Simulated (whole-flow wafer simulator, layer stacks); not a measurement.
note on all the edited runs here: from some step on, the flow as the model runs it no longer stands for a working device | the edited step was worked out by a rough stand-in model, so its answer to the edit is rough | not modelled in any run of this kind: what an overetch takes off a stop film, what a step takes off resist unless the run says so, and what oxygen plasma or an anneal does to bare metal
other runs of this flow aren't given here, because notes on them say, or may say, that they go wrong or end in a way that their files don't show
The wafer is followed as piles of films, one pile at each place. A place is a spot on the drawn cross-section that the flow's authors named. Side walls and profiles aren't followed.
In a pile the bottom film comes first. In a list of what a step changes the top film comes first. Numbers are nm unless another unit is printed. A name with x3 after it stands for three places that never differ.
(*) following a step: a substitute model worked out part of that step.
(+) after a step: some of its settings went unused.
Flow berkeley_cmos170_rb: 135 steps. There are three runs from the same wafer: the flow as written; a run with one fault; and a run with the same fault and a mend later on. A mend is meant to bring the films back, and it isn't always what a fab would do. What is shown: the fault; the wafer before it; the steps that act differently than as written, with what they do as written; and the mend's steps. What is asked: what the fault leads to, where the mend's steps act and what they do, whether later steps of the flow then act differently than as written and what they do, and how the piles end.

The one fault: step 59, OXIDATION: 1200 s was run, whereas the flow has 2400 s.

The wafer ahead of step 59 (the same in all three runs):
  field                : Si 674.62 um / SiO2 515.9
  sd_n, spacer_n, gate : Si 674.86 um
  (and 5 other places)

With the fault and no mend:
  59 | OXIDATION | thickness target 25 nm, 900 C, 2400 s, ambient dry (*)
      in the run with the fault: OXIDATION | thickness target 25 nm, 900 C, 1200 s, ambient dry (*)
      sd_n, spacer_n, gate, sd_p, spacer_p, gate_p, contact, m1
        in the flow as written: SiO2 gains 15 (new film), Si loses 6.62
        in the run with the fault: SiO2 gains 9.73 (new film), Si loses 4.28
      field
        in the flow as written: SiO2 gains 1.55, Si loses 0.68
        in the run with the fault: SiO2 gains 0.77, Si loses 0.34
  Steps further on in the flow that do not act as written (not shown: 30 more steps that differ only slightly, by at most 2% or 0.5 nm, whichever is larger):
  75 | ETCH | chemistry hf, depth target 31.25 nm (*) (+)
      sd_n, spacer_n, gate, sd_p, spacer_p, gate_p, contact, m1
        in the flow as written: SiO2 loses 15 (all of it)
        in the run with the fault: SiO2 loses 9.73 (all of it)
  When the end is reached, the piles differ only a little from the flow's at the places that both follow, at most by 2% or 0.5 nm, whichever is larger.

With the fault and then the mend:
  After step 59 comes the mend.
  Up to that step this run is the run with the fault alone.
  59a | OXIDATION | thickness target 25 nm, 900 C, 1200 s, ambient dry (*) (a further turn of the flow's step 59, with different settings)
      sd_n, spacer_n, gate, sd_p, spacer_p, gate_p, contact, m1
        SiO2 gains 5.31, Si loses 2.34
      field
        SiO2 gains 0.77, Si loses 0.34
  Later steps of the flow that are run all act as written at every place that is followed.
  At every place that both follow, the piles at the end match the flow's.
